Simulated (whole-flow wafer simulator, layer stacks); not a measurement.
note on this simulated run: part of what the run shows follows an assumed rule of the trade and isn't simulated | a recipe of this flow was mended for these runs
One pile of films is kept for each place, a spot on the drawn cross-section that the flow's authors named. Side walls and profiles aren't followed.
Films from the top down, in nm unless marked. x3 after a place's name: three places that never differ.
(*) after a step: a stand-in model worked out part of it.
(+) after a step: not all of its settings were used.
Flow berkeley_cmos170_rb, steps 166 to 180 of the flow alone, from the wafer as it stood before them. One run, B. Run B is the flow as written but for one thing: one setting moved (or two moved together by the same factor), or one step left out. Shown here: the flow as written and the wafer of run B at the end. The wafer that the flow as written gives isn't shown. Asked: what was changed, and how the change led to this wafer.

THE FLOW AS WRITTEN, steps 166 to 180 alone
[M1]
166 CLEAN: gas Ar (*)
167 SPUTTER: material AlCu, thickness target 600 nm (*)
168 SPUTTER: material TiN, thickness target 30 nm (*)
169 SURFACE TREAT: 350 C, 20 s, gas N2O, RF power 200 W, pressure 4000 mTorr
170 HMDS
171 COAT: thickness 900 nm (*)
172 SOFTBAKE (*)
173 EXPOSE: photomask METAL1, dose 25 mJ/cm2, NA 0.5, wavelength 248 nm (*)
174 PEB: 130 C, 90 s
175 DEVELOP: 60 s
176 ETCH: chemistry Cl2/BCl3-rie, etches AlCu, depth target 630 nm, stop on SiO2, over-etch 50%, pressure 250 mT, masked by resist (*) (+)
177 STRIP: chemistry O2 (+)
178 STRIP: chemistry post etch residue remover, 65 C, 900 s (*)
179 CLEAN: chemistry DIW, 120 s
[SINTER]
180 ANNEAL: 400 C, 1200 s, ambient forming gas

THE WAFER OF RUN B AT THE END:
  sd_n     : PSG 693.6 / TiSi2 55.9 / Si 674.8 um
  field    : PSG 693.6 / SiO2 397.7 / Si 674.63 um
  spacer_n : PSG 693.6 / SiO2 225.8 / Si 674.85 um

The cause: step 176, ETCH: depth target 425 nm was run, where the flow has depth target 630 nm.

How the change led to this, step by step:
  176 ETCH: chemistry Cl2/BCl3-rie, etches AlCu, depth target 630 nm, stop on SiO2, over-etch 50%, pressure 250 mT, masked by resist (*) (+)
      field, sd_n, spacer_n, gate, spacer_p, gate_p: TiN -30 (all of it), AlCu -600 (all of it), PSG -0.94 (as written it would be: TiN -30 (all of it), AlCu -600 (all of it), PSG -39.4)
      contact, m1: KrF-resist -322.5 (as written it would be: KrF-resist -472.5)
      (and at 1 more place)
  177 STRIP: chemistry O2 (+)
      contact: KrF-resist -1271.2 (all of it) (as written it would be: KrF-resist -1121.3 (all of it))
      m1: KrF-resist -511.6 (all of it) (as written it would be: KrF-resist -361.6 (all of it))
